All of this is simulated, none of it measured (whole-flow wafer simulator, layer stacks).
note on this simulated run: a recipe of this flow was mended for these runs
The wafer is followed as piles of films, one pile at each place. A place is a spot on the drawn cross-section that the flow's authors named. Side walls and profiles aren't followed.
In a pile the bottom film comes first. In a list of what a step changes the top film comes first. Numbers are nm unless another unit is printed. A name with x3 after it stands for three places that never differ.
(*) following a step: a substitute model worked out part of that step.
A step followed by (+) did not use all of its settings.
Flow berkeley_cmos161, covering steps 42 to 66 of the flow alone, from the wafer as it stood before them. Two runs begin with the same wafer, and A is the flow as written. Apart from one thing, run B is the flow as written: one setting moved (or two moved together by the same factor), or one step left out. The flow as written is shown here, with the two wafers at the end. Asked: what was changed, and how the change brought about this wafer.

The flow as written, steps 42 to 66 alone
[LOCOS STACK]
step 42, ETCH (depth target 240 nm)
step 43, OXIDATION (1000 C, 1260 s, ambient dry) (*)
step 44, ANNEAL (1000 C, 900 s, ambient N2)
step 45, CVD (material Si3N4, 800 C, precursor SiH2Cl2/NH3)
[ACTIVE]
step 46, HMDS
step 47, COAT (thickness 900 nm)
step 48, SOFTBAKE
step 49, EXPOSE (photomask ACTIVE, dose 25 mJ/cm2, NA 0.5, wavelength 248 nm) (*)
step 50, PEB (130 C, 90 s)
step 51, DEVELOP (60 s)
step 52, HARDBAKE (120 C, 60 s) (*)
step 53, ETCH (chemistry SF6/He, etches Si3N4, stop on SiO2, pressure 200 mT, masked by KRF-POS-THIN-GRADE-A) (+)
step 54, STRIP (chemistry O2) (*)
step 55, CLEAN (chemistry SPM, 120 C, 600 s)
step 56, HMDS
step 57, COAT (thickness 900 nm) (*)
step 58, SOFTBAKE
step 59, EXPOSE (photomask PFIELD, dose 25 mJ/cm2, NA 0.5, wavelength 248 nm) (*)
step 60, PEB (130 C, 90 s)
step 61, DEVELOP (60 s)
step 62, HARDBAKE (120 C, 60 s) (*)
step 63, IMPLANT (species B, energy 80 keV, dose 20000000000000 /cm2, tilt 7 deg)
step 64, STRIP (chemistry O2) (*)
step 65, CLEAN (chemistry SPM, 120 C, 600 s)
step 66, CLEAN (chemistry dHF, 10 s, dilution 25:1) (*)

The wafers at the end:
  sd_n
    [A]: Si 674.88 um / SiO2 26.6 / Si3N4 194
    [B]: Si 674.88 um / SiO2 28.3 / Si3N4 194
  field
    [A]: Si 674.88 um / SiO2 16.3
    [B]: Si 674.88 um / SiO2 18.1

Cause: step 43, OXIDATION: 1418 s was run, though the flow has 1260 s.

Step by step, how the change led to this:
  step 43, OXIDATION (1000 C, 1260 s, ambient dry) (*)
      field, sd_n, spacer_n and 6 more: A SiO2 gains 26.6 (new film), Si loses 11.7 | B SiO2 gains 28.3 (new film), Si loses 12.4
